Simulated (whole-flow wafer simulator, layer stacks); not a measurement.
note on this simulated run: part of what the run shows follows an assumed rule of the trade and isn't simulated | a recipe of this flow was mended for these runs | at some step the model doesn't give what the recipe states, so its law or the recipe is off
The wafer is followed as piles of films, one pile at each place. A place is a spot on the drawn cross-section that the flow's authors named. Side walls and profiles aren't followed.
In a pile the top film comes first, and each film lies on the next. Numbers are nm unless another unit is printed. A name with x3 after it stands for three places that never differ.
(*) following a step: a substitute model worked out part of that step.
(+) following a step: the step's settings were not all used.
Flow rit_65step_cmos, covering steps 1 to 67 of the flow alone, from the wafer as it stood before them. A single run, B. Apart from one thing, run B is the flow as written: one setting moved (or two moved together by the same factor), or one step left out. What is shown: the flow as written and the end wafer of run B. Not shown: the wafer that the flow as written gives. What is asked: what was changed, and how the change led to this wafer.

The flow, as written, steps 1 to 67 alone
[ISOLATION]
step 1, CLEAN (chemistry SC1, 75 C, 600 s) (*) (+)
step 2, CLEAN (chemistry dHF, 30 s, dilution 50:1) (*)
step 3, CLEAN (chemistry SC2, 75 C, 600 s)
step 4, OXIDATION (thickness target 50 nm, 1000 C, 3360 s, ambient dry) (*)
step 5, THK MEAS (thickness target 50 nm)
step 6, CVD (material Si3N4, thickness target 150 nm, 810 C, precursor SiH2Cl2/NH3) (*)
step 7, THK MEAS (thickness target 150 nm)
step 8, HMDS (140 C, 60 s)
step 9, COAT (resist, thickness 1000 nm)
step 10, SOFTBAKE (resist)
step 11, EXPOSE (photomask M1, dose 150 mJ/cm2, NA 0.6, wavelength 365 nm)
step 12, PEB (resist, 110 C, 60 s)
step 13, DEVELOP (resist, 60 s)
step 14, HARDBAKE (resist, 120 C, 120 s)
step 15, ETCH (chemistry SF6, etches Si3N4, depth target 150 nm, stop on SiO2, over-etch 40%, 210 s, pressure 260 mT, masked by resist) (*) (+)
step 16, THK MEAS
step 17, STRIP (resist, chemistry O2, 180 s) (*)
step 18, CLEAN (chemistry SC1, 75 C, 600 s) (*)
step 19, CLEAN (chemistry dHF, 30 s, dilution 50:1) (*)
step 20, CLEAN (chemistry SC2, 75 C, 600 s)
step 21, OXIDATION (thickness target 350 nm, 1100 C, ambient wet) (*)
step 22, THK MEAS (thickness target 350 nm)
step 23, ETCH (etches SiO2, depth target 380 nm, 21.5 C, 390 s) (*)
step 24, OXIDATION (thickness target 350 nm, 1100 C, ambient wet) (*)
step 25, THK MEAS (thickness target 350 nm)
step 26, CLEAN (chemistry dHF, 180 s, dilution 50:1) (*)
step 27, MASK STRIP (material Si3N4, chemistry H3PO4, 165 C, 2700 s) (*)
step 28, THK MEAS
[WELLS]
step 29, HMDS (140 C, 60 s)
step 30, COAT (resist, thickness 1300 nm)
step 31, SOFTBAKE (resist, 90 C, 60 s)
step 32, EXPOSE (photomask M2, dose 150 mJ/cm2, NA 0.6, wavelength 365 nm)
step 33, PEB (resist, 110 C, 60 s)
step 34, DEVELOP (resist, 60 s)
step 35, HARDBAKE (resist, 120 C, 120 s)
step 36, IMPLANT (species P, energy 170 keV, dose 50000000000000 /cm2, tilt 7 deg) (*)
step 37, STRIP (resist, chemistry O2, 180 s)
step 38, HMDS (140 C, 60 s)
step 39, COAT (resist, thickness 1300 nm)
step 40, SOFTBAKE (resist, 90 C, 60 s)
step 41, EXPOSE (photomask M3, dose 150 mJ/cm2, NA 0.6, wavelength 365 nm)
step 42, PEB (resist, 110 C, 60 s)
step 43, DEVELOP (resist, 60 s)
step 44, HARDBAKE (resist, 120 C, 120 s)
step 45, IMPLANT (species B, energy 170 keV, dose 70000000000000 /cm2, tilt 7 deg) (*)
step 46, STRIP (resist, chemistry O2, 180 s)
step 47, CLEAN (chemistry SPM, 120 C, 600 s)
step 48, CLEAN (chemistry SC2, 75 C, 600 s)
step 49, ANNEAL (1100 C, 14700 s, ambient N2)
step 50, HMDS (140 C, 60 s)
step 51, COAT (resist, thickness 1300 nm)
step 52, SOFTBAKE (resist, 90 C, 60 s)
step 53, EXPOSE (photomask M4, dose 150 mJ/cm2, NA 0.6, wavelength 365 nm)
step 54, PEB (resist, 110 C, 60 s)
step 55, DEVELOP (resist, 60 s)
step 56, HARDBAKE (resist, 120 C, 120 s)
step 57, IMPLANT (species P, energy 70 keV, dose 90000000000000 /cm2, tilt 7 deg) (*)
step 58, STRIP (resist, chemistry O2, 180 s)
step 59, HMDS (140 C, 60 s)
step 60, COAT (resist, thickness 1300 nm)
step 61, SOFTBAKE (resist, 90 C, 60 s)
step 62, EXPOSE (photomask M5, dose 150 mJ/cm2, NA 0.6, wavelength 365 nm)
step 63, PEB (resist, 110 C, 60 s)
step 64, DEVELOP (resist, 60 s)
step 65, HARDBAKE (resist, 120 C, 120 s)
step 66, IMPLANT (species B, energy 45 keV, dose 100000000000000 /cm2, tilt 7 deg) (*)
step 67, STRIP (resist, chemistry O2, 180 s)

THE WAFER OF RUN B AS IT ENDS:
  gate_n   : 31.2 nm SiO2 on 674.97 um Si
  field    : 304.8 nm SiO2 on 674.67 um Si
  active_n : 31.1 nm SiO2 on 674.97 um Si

What caused this: step 27, MASK STRIP: 179 C was run, whereas the flow has 165 C.

How this came from the change, step by step:
  step 27, MASK STRIP (material Si3N4, chemistry H3PO4, 165 C, 2700 s) (*)
      active_n, active_p, gate_n and 7 more: -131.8 Si3N4 (all of it), -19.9 SiO2 (as written it would have been: -131.8 Si3N4 (all of it), -5.64 SiO2)
      field, field_pw, field_nw, field_p: -28.5 SiO2 (as written it would have been: -10.7 SiO2)
